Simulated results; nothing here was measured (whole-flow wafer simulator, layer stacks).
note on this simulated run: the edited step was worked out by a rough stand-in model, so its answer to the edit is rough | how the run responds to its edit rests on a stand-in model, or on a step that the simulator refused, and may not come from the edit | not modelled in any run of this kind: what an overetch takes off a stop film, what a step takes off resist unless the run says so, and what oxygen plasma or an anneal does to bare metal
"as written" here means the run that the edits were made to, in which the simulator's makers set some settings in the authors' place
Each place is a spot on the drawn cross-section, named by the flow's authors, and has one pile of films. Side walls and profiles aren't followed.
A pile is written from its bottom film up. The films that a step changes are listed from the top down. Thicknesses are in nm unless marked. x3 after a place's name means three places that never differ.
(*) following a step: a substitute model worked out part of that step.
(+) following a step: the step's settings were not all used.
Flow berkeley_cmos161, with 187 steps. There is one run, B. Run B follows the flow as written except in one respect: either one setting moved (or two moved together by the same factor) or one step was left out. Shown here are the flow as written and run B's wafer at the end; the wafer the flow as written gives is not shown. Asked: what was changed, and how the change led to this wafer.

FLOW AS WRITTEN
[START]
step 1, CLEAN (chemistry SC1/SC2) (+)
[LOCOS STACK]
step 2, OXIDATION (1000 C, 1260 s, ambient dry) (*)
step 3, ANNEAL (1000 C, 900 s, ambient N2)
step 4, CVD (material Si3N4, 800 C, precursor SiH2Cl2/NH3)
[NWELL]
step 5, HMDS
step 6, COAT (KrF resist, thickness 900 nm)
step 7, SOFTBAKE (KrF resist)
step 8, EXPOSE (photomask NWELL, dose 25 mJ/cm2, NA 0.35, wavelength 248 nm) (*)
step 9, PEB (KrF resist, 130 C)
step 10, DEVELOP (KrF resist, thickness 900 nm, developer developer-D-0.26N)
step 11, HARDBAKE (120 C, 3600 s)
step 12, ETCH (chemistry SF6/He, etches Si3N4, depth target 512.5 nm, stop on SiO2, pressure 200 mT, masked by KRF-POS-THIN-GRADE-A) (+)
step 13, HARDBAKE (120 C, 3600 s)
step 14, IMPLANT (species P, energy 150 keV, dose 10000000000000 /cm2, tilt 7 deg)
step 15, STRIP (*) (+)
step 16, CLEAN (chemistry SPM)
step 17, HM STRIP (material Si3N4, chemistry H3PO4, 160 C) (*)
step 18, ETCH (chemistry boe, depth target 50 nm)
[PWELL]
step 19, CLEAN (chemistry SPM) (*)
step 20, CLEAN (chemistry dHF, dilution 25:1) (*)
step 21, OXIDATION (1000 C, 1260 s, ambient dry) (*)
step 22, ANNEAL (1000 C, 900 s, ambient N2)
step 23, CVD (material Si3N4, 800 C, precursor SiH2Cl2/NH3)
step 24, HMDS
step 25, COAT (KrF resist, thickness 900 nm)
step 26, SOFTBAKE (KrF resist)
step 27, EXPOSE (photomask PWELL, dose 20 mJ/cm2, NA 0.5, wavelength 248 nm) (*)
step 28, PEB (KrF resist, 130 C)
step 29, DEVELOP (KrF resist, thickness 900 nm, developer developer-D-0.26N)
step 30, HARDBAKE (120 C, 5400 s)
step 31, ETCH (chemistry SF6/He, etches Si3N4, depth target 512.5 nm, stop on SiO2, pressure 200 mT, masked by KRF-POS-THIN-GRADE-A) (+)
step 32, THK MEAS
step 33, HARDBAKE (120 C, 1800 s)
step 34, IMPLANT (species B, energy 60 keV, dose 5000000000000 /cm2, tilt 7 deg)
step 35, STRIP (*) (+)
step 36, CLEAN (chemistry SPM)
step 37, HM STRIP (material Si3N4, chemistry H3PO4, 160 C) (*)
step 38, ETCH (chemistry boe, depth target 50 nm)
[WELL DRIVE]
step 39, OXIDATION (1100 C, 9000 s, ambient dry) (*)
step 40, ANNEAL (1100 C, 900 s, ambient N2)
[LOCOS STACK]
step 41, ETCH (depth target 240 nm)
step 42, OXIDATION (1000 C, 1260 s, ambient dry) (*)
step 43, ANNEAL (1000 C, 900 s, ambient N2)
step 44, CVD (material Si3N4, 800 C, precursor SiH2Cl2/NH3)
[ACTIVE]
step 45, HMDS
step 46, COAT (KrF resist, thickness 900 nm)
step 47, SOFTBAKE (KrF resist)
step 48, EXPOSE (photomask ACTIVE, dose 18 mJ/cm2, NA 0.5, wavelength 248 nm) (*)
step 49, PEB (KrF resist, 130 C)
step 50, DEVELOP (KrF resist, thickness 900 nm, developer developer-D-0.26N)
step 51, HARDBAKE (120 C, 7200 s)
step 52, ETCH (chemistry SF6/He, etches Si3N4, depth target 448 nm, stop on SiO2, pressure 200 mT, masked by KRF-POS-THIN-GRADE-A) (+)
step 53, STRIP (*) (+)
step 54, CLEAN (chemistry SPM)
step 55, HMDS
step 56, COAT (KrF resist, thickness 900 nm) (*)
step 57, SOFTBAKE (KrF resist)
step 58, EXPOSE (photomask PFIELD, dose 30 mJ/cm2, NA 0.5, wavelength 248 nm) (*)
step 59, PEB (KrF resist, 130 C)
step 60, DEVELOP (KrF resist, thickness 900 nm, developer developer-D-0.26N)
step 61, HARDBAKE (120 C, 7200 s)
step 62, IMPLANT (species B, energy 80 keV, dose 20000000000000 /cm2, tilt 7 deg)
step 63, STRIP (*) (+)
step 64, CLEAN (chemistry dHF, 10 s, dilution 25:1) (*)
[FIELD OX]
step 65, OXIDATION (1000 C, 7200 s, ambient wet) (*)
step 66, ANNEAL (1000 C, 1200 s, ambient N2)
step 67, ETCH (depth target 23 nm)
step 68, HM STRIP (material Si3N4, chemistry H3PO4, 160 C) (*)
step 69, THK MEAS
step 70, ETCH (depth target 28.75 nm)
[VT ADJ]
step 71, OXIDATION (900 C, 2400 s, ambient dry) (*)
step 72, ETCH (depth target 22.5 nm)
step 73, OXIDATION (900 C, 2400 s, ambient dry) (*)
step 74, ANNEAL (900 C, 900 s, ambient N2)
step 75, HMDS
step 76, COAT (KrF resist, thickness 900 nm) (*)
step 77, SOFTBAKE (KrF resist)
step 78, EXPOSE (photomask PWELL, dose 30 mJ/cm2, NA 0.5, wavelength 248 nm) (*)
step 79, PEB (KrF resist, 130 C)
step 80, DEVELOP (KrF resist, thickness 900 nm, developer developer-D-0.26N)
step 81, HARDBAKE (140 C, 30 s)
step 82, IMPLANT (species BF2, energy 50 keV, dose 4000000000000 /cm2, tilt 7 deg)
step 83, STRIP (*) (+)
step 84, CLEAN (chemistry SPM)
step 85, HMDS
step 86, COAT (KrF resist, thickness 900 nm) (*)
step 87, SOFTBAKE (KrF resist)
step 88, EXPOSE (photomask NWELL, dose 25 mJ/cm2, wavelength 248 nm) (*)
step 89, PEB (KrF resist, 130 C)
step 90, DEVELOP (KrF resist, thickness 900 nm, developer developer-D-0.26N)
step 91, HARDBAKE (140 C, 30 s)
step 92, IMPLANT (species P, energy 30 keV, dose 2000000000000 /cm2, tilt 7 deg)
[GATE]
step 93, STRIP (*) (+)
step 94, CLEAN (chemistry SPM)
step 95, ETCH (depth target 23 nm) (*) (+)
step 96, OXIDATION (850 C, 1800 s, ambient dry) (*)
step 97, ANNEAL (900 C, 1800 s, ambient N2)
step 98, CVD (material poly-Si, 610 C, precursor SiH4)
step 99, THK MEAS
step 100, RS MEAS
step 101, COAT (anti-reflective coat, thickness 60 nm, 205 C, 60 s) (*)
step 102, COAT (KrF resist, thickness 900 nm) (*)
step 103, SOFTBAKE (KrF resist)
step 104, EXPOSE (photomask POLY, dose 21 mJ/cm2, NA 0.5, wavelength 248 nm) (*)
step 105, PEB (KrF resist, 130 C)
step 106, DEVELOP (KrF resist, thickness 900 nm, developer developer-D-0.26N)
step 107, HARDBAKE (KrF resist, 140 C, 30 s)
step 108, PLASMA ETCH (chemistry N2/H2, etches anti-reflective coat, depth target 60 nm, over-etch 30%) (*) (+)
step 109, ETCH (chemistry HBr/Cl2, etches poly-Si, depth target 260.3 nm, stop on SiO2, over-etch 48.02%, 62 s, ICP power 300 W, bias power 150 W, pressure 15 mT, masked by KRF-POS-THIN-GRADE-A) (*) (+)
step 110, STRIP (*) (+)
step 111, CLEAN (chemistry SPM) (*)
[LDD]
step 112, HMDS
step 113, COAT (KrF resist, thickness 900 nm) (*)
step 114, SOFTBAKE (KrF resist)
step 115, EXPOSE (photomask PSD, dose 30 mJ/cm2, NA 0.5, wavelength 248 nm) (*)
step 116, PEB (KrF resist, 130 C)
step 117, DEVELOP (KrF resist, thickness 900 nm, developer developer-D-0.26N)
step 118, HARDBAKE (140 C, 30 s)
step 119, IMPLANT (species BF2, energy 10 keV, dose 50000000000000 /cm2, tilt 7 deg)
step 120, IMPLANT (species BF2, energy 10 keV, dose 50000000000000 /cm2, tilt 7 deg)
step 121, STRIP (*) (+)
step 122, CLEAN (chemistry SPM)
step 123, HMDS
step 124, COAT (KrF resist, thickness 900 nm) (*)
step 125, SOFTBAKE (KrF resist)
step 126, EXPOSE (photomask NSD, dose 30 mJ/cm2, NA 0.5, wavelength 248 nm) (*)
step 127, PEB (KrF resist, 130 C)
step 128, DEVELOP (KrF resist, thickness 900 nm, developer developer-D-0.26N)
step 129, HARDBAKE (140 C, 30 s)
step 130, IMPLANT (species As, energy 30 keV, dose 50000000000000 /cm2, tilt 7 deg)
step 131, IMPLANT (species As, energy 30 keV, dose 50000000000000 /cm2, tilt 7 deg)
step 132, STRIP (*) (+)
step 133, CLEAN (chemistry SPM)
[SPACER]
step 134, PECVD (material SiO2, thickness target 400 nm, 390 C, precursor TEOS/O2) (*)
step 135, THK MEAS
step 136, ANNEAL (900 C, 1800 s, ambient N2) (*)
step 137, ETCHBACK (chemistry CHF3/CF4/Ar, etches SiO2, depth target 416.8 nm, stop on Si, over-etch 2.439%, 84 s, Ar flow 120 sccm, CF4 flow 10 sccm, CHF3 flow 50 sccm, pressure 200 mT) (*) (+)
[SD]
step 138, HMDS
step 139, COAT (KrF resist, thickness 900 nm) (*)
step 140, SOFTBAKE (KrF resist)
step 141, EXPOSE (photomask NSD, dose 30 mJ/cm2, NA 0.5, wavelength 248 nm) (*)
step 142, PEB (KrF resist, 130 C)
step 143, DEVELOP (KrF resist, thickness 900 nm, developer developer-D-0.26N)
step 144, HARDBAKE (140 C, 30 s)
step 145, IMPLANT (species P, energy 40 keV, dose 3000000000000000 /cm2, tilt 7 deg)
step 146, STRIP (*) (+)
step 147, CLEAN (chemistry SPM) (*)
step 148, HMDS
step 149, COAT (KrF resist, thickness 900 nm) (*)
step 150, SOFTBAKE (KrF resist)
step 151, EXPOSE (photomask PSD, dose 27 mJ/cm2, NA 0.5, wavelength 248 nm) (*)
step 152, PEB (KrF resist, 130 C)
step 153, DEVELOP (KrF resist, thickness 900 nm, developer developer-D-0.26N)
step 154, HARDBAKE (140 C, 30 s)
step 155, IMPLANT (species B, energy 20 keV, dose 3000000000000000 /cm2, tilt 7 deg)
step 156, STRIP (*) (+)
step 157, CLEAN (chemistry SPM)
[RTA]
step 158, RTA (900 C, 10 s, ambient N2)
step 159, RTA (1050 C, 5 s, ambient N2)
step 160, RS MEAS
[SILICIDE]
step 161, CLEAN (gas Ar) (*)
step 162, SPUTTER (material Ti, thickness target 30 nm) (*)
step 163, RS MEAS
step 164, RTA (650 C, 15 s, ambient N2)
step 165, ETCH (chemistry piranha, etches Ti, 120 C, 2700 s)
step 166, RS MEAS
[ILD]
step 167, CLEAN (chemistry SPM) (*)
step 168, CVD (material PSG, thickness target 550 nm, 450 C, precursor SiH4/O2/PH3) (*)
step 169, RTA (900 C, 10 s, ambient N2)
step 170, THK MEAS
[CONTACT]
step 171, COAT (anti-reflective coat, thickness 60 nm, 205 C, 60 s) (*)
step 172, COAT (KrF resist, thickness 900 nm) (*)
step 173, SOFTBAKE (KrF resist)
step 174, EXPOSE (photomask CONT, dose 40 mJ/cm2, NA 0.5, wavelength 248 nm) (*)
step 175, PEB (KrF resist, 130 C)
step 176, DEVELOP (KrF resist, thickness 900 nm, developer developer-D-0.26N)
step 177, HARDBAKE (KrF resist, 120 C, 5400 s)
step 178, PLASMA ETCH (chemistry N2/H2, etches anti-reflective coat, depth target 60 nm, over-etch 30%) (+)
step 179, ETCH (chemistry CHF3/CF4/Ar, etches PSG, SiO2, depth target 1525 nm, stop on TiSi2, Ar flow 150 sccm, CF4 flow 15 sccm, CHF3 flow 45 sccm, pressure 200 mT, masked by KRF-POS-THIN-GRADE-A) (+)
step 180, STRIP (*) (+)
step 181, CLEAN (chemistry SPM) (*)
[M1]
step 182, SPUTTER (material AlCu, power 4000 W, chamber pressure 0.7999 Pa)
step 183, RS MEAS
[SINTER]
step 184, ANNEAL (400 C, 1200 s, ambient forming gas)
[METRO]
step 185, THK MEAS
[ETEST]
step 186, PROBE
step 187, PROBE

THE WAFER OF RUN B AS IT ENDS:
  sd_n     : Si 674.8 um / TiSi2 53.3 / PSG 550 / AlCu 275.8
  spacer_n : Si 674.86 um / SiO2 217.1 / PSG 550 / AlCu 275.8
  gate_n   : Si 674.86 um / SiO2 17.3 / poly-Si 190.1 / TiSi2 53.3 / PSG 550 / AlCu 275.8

Cause: step 96, OXIDATION: 935 C was run, while the flow as written has 850 C.

The path from the change to this, step by step:
  step 96, OXIDATION (850 C, 1800 s, ambient dry) (*)
      sd_n, spacer_n, gate_n, sd_p, spacer_p, gate_p, contact, m1: SiO2 gains 17.3 (new film), Si loses 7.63 (as written it would have been: SiO2 gains 7.48 (new film), Si loses 3.29)
      field: SiO2 gains 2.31, Si loses 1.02 (as written it would have been: SiO2 gains 0.49, Si loses 0.22)
  step 101, COAT (anti-reflective coat, thickness 60 nm, 205 C, 60 s) (*)
      spacer_n: anti-reflective coat gains 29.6 (new film) (as written it would have been: anti-reflective coat gains 28.7 (new film))
      gate_n: anti-reflective coat gains 24.6 (new film) (as written it would have been: anti-reflective coat gains 23.7 (new film))
  step 108, PLASMA ETCH (chemistry N2/H2, etches anti-reflective coat, depth target 60 nm, over-etch 30%) (*) (+)
      spacer_n: anti-reflective coat loses 29.6 (all of it), poly-Si loses 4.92 (as written it would have been: anti-reflective coat loses 28.7 (all of it), poly-Si loses 5.05)
  step 110, STRIP (*) (+)
      gate_n: chemical SiO2 gains 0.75 (new film), KrF resist loses 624 (all of it), anti-reflective coat loses 24.6 (all of it), poly-Si loses 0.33 (as written it would have been: chemical SiO2 gains 0.75 (new film), KrF resist loses 626.8 (all of it), anti-reflective coat loses 23.7 (all of it), poly-Si loses 0.33)
  step 137, ETCHBACK (chemistry CHF3/CF4/Ar, etches SiO2, depth target 416.8 nm, stop on Si, over-etch 2.439%, 84 s, Ar flow 120 sccm, CF4 flow 10 sccm, CHF3 flow 50 sccm, pressure 200 mT) (*) (+)
      sd_n: SiO2 loses 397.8 (all of it) (as written it would have been: SiO2 loses 387.9 (all of it))
      sd_p: SiO2 loses 383.6 (all of it) (as written it would have been: SiO2 loses 373.4 (all of it))
      (as well as at 2 more places)
  step 171, COAT (anti-reflective coat, thickness 60 nm, 205 C, 60 s) (*)
      sd_n: anti-reflective coat gains 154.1 (new film) (as written it would have been: anti-reflective coat gains 149.7 (new film))
  step 180, STRIP (*) (+)
      sd_n: KrF resist loses 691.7 (all of it), anti-reflective coat loses 154.1 (all of it) (as written it would have been: KrF resist loses 692.5 (all of it), anti-reflective coat loses 149.7 (all of it))
